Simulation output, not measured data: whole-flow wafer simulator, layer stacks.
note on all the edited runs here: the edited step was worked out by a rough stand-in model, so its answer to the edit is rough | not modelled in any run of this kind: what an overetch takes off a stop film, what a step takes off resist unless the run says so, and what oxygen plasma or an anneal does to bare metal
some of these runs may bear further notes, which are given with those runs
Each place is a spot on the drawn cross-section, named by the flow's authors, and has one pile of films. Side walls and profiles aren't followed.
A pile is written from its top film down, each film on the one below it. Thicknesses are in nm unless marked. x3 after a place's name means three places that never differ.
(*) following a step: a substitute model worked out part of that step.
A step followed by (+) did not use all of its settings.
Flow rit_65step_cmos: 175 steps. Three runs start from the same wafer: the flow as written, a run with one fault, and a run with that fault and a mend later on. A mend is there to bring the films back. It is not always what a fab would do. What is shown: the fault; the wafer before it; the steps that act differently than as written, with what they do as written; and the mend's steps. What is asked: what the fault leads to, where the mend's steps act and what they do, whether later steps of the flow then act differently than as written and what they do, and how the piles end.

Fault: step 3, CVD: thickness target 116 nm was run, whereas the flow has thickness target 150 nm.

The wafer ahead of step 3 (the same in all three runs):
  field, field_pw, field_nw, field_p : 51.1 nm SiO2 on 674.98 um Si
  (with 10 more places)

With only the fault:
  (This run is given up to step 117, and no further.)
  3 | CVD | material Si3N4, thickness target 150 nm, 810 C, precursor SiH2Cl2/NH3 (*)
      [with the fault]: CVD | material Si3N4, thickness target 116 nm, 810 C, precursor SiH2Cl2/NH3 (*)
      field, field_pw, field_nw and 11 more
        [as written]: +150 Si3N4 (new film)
        [with the fault]: +116 Si3N4 (new film)
  Later steps of the flow acting differently than as written (not shown: 36 more steps that differ only slightly, by at most 2% or 0.5 nm, whichever is larger):
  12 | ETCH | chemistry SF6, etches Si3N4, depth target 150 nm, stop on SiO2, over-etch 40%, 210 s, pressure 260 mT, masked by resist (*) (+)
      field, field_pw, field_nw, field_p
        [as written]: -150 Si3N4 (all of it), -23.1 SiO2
        [with the fault]: -116 Si3N4 (all of it), -36.2 SiO2
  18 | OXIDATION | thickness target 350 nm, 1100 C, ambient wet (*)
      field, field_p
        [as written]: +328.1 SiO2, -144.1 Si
        [with the fault]: +338.5 SiO2, -148.7 Si
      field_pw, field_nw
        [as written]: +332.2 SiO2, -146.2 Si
        [with the fault]: +342.1 SiO2, -150.5 Si
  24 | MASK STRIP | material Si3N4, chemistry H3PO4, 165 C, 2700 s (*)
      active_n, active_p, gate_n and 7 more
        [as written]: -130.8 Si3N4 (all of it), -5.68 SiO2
        [with the fault]: -96.8 Si3N4 (all of it), -6.98 SiO2
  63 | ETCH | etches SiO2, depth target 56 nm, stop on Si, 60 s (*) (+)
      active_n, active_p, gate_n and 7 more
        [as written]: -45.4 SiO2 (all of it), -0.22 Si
        [with the fault]: -44.1 SiO2 (all of it), -0.24 Si
  Once step 117 is done, the piles differ only a little from the flow's at the places that both follow, at most by 2% or 0.5 nm, whichever is larger.

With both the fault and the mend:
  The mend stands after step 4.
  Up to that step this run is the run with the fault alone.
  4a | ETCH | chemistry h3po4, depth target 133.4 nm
      field, field_pw, field_nw and 11 more
        -116 Si3N4 (all of it)
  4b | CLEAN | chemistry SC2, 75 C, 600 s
      alters no film at any place that is followed
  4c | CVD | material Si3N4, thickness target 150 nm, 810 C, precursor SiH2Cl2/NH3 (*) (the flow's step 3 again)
      field, field_pw, field_nw and 11 more
        +150 Si3N4 (new film)
  None of the later steps of the flow acts differently than as written at any place that is followed.
  The piles end the same as the flow's at every place that both follow.
